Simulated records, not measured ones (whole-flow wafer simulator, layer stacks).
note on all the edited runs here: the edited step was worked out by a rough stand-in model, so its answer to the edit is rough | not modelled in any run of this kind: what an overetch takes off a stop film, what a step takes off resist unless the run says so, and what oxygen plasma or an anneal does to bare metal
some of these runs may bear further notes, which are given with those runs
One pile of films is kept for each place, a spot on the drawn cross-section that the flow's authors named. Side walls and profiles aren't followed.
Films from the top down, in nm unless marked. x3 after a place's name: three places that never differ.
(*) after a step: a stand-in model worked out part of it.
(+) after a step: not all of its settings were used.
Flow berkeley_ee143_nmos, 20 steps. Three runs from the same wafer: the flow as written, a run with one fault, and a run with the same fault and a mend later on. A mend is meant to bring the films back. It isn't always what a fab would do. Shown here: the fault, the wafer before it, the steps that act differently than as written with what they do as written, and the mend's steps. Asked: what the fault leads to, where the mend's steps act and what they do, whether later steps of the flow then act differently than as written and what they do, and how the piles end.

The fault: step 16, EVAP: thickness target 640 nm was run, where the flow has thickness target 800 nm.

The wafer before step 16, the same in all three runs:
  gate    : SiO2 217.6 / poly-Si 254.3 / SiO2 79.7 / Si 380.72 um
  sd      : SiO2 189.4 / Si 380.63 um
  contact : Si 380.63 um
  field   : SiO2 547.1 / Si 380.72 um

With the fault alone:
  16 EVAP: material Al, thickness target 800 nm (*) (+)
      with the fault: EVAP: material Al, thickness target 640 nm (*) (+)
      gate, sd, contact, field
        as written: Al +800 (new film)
        with the fault: Al +640 (new film)
  Later steps of the flow that act differently than as written:
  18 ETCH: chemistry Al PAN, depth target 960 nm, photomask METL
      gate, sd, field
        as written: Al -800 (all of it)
        with the fault: Al -640 (all of it)
  At the end the piles differ from the flow's by more than 2% or 0.5 nm, whichever is larger, at contact.
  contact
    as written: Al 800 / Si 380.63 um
    with the fault: Al 640 / Si 380.63 um

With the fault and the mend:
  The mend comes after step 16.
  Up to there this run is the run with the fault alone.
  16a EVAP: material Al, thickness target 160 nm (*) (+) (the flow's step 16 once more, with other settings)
      gate, sd, contact, field
        Al +160
  No later step of the flow acts differently than as written at any place that is followed.
  At the end the piles are the same as the flow's at every place that both follow.
